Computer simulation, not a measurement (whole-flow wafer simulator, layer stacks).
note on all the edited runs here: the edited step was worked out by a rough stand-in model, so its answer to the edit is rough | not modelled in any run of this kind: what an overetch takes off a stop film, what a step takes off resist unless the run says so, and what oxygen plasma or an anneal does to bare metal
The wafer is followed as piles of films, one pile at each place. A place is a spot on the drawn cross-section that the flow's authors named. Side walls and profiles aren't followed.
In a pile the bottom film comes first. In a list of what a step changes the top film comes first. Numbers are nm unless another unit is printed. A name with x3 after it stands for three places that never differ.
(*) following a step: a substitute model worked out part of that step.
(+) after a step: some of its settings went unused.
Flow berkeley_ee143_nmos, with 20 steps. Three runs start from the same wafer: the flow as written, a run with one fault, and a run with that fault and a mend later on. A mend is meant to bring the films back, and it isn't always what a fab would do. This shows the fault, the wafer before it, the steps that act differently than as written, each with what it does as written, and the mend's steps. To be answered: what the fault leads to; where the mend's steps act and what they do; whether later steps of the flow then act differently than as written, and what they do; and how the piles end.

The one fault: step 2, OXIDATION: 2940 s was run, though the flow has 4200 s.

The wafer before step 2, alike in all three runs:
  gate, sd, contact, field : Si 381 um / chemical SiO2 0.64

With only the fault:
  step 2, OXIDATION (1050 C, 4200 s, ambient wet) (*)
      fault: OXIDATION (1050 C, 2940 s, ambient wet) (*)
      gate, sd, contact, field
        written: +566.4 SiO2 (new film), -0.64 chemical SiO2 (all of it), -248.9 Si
        fault: +456.9 SiO2 (new film), -0.64 chemical SiO2 (all of it), -200.7 Si
  Later steps of the flow acting differently than as written:
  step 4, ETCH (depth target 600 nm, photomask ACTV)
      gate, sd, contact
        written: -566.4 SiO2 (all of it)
        fault: -456.9 SiO2 (all of it)
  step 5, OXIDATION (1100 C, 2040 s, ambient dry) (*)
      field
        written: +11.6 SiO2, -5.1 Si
        fault: +13.9 SiO2, -6.12 Si
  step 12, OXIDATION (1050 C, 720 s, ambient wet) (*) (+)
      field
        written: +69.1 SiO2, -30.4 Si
        fault: +81.6 SiO2, -35.9 Si
  By the end, the piles at field depart from the flow's by more than 2% or 0.5 nm, whichever is larger.
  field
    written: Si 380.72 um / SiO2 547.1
    fault: Si 380.76 um / SiO2 452.4

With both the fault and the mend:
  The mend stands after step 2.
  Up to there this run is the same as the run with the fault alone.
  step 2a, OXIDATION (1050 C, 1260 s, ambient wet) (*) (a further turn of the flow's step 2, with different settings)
      gate, sd, contact, field
        +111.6 SiO2, -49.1 Si
  Every later step of the flow that is run acts as written, at every place that is followed, to within 2% or 0.5 nm, whichever is larger.
  The piles end only slightly different from the flow's at the places that both follow, by no more than 2% or 0.5 nm, whichever is larger.
